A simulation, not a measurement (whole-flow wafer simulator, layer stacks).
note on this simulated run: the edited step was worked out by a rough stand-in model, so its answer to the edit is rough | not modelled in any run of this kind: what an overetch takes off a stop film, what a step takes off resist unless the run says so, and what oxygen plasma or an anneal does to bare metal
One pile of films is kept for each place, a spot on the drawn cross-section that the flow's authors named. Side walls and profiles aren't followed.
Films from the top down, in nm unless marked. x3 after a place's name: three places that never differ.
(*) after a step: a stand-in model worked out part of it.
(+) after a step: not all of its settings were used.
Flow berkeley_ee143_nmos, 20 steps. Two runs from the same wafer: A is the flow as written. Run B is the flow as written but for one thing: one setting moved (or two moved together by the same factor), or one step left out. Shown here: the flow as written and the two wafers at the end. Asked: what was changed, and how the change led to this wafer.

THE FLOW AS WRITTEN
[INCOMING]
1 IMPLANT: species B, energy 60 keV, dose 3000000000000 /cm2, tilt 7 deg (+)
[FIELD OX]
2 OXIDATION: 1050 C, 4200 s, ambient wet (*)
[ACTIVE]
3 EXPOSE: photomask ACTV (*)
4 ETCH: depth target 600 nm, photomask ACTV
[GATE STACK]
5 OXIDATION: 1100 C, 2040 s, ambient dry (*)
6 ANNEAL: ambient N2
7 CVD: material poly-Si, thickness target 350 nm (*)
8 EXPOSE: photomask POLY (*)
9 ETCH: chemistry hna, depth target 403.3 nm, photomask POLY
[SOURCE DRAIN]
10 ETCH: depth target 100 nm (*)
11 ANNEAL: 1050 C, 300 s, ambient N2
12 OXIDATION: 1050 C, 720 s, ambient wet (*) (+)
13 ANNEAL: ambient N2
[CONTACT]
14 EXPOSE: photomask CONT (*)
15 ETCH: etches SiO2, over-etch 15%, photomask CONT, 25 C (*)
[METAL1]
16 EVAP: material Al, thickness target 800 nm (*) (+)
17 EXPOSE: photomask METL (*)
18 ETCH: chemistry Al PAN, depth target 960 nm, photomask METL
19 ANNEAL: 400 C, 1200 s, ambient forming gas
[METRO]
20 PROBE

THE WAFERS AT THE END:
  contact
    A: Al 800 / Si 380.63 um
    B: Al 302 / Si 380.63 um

The cause: step 16, EVAP: thickness target 302 nm was run, where the flow has thickness target 800 nm.
It can be read off the wafer: contact has Al 302, and step 16 as written asks for 800 nm.

How the change led to this, step by step:
  16 EVAP: material Al, thickness target 800 nm (*) (+)
      gate, sd, contact, field: A Al +800 (new film) | B Al +302 (new film)
  18 ETCH: chemistry Al PAN, depth target 960 nm, photomask METL
      gate, sd, field: A Al -800 (all of it) | B Al -302 (all of it)
